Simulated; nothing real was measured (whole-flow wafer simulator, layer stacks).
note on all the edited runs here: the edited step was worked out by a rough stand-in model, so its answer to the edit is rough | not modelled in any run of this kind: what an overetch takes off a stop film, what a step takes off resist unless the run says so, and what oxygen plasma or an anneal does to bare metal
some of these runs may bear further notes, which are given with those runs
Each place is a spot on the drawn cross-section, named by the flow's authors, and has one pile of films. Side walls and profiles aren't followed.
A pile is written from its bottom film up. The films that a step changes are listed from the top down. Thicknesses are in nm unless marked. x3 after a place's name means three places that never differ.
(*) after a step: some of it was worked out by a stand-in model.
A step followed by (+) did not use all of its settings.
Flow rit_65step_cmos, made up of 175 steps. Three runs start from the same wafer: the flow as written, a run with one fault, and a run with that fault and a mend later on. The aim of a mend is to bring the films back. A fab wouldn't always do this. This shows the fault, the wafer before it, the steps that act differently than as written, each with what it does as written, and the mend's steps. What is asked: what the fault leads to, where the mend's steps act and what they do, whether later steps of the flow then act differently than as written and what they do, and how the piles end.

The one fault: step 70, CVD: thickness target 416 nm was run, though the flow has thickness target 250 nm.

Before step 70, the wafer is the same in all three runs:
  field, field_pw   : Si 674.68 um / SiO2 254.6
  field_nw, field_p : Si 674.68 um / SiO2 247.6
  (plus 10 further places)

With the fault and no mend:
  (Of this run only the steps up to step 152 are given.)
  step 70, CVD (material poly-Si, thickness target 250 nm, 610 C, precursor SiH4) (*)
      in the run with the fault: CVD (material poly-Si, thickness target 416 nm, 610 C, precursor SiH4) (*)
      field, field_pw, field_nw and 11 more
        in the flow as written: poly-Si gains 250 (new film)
        in the run with the fault: poly-Si gains 416 (new film)
  Steps further on in the flow that do not act as written (4 more steps, not shown, differ only slightly: by at most 2% or 0.5 nm, whichever is larger):
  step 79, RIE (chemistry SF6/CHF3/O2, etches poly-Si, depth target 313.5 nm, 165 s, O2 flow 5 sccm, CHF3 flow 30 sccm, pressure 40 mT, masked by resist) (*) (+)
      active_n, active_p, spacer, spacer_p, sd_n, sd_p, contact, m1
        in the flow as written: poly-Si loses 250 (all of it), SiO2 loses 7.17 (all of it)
        in the run with the fault: poly-Si loses 313.5
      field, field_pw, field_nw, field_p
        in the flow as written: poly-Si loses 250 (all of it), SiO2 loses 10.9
        in the run with the fault: poly-Si loses 313.5
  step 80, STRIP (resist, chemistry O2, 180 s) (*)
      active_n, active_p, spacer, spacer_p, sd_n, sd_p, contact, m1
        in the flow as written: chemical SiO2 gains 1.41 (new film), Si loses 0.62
        in the run with the fault: chemical SiO2 gains 1.41 (new film), poly-Si loses 0.62
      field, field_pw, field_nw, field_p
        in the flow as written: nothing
        in the run with the fault: chemical SiO2 gains 1.41 (new film), poly-Si loses 0.62
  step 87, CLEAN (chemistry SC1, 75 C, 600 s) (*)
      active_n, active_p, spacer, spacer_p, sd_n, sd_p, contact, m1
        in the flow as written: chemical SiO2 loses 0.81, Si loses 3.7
        in the run with the fault: chemical SiO2 loses 0.81, poly-Si loses 3.7
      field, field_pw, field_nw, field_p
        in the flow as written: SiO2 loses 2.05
        in the run with the fault: chemical SiO2 loses 0.81, poly-Si loses 3.7
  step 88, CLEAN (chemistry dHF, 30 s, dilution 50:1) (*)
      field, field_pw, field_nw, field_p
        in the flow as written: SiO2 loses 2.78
        in the run with the fault: chemical SiO2 loses 0.6 (all of it)
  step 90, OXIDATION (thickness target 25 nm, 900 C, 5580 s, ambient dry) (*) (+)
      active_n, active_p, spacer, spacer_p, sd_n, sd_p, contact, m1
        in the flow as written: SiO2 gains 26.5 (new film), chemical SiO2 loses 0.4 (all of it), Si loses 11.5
        in the run with the fault: SiO2 gains 28.9 (new film), chemical SiO2 loses 0.4 (all of it), poly-Si loses 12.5
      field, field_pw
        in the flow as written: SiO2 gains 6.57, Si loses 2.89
        in the run with the fault: SiO2 gains 28.9 (new film), chemical SiO2 loses 0.4 (all of it), poly-Si loses 12.5
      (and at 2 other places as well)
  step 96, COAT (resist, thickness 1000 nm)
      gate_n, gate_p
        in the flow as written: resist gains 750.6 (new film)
        in the run with the fault: resist gains 700.9 (new film)
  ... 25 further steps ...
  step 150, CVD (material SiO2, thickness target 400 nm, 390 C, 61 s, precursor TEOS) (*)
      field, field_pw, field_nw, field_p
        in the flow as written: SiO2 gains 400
        in the run with the fault: SiO2 gains 400 (new film)
  Once step 152 is done, the piles at field, field_pw, field_nw, field_p, gate_n, gate_p, spacer, spacer_p depart from the flow's by more than 2% or 0.5 nm, whichever is larger.
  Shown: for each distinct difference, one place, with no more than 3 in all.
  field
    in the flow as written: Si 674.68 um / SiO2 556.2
    in the run with the fault: Si 674.68 um / SiO2 254.6 / TiSi2 C49 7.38 / TiSi first 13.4 / SiO2 400
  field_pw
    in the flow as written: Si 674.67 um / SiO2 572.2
    in the run with the fault: Si 674.68 um / SiO2 254.6 / TiSi2 C49 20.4 / TiSi first 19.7 / SiO2 400
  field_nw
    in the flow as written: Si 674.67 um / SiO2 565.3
    in the run with the fault: Si 674.68 um / SiO2 247.6 / TiSi2 C49 20.4 / TiSi first 19.7 / SiO2 400

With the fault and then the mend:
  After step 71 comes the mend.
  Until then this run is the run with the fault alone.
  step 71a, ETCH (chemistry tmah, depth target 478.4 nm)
      field, field_pw, field_nw and 11 more
        poly-Si loses 416 (all of it)
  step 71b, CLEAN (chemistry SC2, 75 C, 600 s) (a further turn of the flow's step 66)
      does not change any film at any place that is followed
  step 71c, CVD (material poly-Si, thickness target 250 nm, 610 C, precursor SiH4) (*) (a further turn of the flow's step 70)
      field, field_pw, field_nw and 11 more
        poly-Si gains 250 (new film)
  Every later step of the flow that is run acts as written at every place that is followed.
  The piles end the same as the flow's at every place that both follow.
